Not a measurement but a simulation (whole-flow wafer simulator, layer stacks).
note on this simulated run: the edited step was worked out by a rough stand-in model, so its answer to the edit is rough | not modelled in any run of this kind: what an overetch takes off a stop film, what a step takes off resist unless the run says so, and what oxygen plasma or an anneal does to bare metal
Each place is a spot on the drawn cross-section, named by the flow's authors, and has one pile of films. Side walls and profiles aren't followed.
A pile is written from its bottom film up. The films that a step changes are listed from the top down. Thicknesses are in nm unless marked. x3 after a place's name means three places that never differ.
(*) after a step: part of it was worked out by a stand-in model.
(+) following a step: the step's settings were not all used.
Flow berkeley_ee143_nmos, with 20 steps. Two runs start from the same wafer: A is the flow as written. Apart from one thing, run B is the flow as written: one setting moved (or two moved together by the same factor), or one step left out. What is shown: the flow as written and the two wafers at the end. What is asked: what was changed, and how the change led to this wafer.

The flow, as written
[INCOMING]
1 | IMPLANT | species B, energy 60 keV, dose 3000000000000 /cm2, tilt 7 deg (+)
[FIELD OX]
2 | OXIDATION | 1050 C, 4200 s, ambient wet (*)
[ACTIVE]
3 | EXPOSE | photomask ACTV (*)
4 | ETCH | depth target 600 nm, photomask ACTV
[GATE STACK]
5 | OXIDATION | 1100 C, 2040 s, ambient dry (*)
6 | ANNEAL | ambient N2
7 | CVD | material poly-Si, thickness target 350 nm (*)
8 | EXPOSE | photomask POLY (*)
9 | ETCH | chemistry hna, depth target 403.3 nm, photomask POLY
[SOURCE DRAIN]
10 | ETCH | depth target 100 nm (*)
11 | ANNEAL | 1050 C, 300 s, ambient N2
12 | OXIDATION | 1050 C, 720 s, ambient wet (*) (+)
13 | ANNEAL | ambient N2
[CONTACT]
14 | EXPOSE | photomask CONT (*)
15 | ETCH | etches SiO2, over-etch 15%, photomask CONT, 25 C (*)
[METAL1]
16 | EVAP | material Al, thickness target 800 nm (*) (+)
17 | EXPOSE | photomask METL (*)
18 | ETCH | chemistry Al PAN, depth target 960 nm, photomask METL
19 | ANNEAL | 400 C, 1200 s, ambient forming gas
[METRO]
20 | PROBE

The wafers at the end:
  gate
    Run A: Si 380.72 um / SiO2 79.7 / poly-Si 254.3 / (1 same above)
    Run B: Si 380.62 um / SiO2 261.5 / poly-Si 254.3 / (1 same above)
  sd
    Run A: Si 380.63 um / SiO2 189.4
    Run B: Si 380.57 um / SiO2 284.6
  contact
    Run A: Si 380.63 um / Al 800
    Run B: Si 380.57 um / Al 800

What caused this: step 2, OXIDATION: 1155 C was run, though the flow has 1050 C.

How this came from the change, step by step:
  2 | OXIDATION | 1050 C, 4200 s, ambient wet (*)
      gate, sd, contact, field: A SiO2 gains 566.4 (new film), chemical SiO2 loses 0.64 (all of it), Si loses 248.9 | B SiO2 gains 838.6 (new film), chemical SiO2 loses 0.64 (all of it), Si loses 368.7
  4 | ETCH | depth target 600 nm, photomask ACTV
      gate, sd, contact: A SiO2 loses 566.4 (all of it) | B SiO2 loses 600
  5 | OXIDATION | 1100 C, 2040 s, ambient dry (*)
      gate, sd, contact: A SiO2 gains 79.7 (new film), Si loses 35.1 | B SiO2 gains 22.9, Si loses 10.1
      field: A SiO2 gains 11.6, Si loses 5.1 | B SiO2 gains 8.2, Si loses 3.61
  10 | ETCH | depth target 100 nm (*)
      sd, contact: A SiO2 loses 79.7 (all of it) | B SiO2 loses 100
  12 | OXIDATION | 1050 C, 720 s, ambient wet (*) (+)
      sd, contact: A SiO2 gains 189.4 (new film), Si loses 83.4 | B SiO2 gains 123.1, Si loses 54.2
      field: A SiO2 gains 69.1, Si loses 30.4 | B SiO2 gains 49.7, Si loses 21.8
  15 | ETCH | etches SiO2, over-etch 15%, photomask CONT, 25 C (*)
      contact: A SiO2 loses 189.4 (all of it) | B SiO2 loses 284.6 (all of it)
